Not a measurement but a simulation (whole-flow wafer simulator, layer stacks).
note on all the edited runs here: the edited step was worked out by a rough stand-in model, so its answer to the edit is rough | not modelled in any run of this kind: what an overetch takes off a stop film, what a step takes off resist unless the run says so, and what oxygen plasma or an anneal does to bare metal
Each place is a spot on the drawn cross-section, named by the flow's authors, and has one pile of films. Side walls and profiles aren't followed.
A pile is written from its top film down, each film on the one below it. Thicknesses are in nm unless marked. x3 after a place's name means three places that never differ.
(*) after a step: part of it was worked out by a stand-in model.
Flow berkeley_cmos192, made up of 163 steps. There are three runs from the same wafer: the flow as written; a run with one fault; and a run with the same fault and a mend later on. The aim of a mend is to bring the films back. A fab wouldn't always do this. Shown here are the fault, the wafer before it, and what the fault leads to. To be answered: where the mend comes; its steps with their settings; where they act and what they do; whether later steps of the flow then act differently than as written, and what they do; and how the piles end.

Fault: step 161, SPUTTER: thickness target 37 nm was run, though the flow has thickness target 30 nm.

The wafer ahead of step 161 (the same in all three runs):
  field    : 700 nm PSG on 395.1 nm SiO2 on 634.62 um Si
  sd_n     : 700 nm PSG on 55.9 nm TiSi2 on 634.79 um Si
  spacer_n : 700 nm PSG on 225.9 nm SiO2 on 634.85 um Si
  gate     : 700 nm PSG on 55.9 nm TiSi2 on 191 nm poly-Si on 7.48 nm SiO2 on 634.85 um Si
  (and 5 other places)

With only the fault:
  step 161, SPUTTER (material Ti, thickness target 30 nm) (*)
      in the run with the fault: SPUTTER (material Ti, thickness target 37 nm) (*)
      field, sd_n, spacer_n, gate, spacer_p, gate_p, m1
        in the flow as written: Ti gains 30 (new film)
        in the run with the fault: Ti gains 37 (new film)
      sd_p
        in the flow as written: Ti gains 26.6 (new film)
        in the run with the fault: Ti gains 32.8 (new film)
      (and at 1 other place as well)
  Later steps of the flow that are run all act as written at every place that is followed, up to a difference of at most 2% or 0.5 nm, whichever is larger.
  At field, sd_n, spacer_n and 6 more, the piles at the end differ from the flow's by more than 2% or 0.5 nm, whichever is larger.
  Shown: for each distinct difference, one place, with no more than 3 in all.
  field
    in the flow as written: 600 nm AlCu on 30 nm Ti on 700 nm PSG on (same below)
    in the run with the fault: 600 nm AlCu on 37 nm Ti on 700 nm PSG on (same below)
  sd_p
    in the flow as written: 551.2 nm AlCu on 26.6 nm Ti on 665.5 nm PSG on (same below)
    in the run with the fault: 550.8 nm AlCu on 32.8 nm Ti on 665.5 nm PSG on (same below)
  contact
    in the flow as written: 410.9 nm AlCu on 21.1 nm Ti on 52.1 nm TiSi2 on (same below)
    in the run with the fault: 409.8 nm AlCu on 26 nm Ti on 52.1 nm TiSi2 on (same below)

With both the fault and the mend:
  The mend stands after step 161.
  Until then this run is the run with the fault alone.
  step 161a, ETCH (chemistry piranha, etches Ti, 120 C, 64 s) (the flow's step 148 again, with other settings)
      field, sd_n, spacer_n, gate, spacer_p, gate_p, m1
        Ti loses 37 (all of it)
      sd_p
        Ti loses 32.8 (all of it)
      contact
        Ti loses 26 (all of it), TiSi2 loses 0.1
  step 161b, SPUTTER (material Ti, thickness target 30 nm) (*) (the flow's step 161 again)
      field, sd_n, spacer_n, gate, spacer_p, gate_p, m1
        Ti gains 30 (new film)
      sd_p
        Ti gains 26.6 (new film)
      contact
        Ti gains 21.1 (new film)
  Later steps of the flow that are run all act as written at every place that is followed.
  When the end is reached, the piles differ only a little from the flow's at the places that both follow, at most by 2% or 0.5 nm, whichever is larger.
